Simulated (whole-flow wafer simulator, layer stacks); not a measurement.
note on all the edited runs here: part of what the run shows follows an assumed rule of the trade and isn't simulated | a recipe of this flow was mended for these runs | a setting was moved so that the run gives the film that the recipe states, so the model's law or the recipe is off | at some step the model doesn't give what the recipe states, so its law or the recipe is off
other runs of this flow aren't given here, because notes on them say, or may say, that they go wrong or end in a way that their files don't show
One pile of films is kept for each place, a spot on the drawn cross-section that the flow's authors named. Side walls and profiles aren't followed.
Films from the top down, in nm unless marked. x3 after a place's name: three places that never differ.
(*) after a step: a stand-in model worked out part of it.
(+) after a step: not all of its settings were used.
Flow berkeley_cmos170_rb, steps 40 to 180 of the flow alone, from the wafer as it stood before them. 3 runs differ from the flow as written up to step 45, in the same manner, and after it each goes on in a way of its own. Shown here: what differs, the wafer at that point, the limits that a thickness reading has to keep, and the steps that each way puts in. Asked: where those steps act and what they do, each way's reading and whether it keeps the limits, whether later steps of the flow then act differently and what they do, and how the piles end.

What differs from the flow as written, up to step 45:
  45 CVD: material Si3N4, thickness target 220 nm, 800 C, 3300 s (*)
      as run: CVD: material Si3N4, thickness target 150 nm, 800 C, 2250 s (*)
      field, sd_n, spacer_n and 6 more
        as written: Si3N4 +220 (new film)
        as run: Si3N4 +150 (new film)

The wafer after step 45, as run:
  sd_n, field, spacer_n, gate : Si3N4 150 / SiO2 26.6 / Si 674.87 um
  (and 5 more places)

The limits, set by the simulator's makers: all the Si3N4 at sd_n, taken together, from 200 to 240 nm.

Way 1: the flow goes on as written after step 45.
  The reading after step 45: 150 nm, outside the limits.
  Later steps of the flow that act differently than as written (50 more steps differ only slightly, by at most 2% or 0.5 nm, whichever is larger, and aren't shown):
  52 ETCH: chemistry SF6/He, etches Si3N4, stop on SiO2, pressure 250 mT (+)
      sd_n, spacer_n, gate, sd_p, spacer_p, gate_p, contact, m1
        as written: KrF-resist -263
        this way: KrF-resist -187
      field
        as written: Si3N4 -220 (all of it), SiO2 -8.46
        this way: Si3N4 -150 (all of it), SiO2 -8.46
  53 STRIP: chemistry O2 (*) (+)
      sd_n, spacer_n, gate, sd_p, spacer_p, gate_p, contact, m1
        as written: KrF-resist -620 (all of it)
        this way: KrF-resist -696.1 (all of it)
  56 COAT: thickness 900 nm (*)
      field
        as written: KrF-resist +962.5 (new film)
        this way: KrF-resist +943.1 (new film)
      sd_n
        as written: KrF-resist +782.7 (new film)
        this way: KrF-resist +818.4 (new film)
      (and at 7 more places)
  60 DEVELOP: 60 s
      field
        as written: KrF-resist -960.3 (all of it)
        this way: KrF-resist -941 (all of it)
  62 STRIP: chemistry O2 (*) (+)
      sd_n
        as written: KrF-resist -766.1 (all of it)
        this way: KrF-resist -801.7 (all of it)
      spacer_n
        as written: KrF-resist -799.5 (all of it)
        this way: KrF-resist -824.2 (all of it)
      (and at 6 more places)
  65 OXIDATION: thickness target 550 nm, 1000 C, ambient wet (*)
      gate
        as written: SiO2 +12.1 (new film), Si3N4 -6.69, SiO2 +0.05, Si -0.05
        this way: SiO2 +12.1 (new film), Si3N4 -6.69
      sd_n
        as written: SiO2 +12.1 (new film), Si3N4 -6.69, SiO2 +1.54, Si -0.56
        this way: SiO2 +12.1 (new film), Si3N4 -6.69, SiO2 +11.1, Si -4.87
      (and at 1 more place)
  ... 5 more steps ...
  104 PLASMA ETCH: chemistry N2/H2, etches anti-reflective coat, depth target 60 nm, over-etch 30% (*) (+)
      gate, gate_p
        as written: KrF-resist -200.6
        this way: KrF-resist -210.3
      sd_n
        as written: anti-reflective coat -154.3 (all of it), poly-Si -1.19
        this way: anti-reflective coat -161.8 (all of it), poly-Si -1.24
  At the end the piles differ from the flow's only slightly at the places that both follow, by at most 2% or 0.5 nm, whichever is larger.

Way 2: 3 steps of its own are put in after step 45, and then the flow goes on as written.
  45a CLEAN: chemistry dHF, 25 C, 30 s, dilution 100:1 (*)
      field, sd_n, spacer_n and 6 more
        Si3N4 -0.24
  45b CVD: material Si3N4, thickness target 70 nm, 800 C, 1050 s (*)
      field, sd_n, spacer_n and 6 more
        Si3N4 +70
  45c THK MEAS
      changes no film at any place that is followed
  The reading after step 45c: 219.8 nm, within the limits.
  No later step of the flow acts differently than as written, at any place that is followed, by more than 2% or 0.5 nm, whichever is larger.
  At the end the piles are the same as the flow's at every place that both follow.

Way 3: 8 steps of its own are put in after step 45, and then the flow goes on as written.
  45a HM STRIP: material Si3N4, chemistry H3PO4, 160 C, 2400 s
      field, sd_n, spacer_n and 6 more
        Si3N4 -150 (all of it), SiO2 -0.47
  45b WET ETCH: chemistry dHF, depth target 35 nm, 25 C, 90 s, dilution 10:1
      field, sd_n, spacer_n and 6 more
        SiO2 -26.1 (all of it)
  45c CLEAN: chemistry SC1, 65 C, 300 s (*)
      field, sd_n, spacer_n and 6 more
        chemical SiO2 +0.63 (new film), Si -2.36
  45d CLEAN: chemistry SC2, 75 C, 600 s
      changes no film at any place that is followed
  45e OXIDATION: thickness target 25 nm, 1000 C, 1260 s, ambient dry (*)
      field, sd_n, spacer_n and 6 more
        SiO2 +26.6 (new film), chemical SiO2 -0.63 (all of it), Si -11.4
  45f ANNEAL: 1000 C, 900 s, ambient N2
      changes no film at any place that is followed
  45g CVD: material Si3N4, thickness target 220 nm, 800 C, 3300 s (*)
      field, sd_n, spacer_n and 6 more
        Si3N4 +220 (new film)
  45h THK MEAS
      changes no film at any place that is followed
  The reading after step 45h: 220 nm, within the limits.
  No later step of the flow acts differently than as written, at any place that is followed, by more than 2% or 0.5 nm, whichever is larger.
  At the end the piles differ from the flow's only slightly at the places that both follow, by at most 2% or 0.5 nm, whichever is larger.

Within the limits: way 2, way 3. Outside them: way 1.
